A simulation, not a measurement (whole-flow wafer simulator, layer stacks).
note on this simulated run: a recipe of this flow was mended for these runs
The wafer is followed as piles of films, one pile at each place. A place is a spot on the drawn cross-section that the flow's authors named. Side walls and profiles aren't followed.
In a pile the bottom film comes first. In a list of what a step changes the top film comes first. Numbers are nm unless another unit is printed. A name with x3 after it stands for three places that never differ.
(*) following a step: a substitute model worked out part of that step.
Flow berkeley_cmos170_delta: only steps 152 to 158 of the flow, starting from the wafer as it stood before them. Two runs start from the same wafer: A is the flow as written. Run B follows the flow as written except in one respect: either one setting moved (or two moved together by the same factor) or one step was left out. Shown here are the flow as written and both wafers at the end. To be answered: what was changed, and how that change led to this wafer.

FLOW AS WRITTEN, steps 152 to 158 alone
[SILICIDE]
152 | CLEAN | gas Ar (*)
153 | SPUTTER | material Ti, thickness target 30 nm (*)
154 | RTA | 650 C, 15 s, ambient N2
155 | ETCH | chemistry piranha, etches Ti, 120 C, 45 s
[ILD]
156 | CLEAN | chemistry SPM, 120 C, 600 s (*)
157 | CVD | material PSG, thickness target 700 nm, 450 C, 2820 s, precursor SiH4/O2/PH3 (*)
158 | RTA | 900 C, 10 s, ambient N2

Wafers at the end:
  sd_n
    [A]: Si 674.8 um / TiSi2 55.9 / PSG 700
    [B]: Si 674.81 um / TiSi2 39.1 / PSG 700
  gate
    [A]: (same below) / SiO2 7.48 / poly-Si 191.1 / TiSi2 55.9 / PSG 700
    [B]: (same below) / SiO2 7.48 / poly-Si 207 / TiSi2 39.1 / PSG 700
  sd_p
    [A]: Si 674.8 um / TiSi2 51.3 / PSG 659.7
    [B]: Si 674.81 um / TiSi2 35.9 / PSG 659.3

The reason: step 153, SPUTTER: thickness target 21 nm was run, though the flow has thickness target 30 nm.

The path from the change to this, step by step:
  153 | SPUTTER | material Ti, thickness target 30 nm (*)
      field, sd_n, spacer_n, gate, spacer_p, gate_p, contact x2: A +30 Ti (new film) | B +21 Ti (new film)
      sd_p: A +27.5 Ti (new film) | B +19.3 Ti (new film)
  154 | RTA | 650 C, 15 s, ambient N2
      sd_n, contact x2: A -23.4 Ti, +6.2 TiSi first (new film), +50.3 TiSi2 C49 (new film), -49 Si | B -16.4 Ti, +41.7 TiSi2 C49 (new film), -37.2 Si
      gate, gate_p: A -23.4 Ti, +6.2 TiSi first (new film), +50.3 TiSi2 C49 (new film), -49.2 poly-Si | B -16.4 Ti, +41.7 TiSi2 C49 (new film), -37.3 poly-Si
      (as well as at 1 more place)
  155 | ETCH | chemistry piranha, etches Ti, 120 C, 45 s
      sd_n, gate, gate_p, contact x2: A -6.6 Ti (all of it), -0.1 TiSi first | B -4.62 Ti (all of it), -0.1 TiSi2 C49
      sd_p: A -6.05 Ti (all of it), -0.1 TiSi first | B -4.24 Ti (all of it), -0.11 TiSi2 C49
      (as well as at 3 more places)
  158 | RTA | 900 C, 10 s, ambient N2
      sd_n, contact x2: A under 1 film: +55.9 TiSi2 (new film), -6.09 TiSi first (all of it), -50.3 TiSi2 C49 (all of it), -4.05 Si | B under 1 film: +39.1 TiSi2 (new film), -41.6 TiSi2 C49 (all of it)
      gate, gate_p: A under 1 film: +55.9 TiSi2 (new film), -6.09 TiSi first (all of it), -50.3 TiSi2 C49 (all of it), -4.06 poly-Si | B under 1 film: +39.1 TiSi2 (new film), -41.6 TiSi2 C49 (all of it)
      (as well as at 1 more place)
